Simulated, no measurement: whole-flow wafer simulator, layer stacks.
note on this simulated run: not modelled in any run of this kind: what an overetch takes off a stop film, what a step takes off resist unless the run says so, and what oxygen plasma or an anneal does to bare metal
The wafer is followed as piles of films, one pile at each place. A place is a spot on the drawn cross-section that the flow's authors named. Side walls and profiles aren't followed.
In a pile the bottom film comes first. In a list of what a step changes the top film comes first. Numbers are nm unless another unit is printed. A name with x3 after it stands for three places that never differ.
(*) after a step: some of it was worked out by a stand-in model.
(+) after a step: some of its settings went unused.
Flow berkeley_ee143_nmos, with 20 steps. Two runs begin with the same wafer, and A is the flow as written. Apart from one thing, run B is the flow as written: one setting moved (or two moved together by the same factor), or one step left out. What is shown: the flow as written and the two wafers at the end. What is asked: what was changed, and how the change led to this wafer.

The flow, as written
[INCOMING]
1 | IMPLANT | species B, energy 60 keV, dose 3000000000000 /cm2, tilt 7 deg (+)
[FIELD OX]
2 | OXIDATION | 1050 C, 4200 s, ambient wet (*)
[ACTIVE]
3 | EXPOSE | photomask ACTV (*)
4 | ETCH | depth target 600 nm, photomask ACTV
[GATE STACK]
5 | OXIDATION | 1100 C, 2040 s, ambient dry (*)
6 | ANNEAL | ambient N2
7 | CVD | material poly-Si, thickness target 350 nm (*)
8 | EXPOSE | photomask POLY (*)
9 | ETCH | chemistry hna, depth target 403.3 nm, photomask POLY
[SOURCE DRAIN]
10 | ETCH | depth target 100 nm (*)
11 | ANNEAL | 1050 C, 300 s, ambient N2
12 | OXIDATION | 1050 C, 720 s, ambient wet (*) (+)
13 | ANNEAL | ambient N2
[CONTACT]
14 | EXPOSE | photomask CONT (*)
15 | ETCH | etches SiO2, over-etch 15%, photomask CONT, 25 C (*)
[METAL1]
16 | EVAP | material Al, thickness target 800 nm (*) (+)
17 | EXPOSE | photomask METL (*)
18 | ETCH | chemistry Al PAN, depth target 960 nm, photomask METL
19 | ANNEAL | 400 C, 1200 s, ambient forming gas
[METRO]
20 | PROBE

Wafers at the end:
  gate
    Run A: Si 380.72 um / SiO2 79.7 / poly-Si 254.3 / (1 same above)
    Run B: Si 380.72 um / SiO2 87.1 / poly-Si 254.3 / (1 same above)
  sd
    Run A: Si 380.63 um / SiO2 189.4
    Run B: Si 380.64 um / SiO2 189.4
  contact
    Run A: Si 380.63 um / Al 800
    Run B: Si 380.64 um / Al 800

What caused this: step 4, ETCH: depth target 540 nm was run, while the flow as written has depth target 600 nm.

How this came from the change, step by step:
  4 | ETCH | depth target 600 nm, photomask ACTV
      gate, sd, contact: A -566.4 SiO2 (all of it) | B -540 SiO2
  5 | OXIDATION | 1100 C, 2040 s, ambient dry (*)
      gate, sd, contact: A +79.7 SiO2 (new film), -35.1 Si | B +60.7 SiO2, -26.7 Si
  10 | ETCH | depth target 100 nm (*)
      sd, contact: A -79.7 SiO2 (all of it) | B -87.1 SiO2 (all of it)
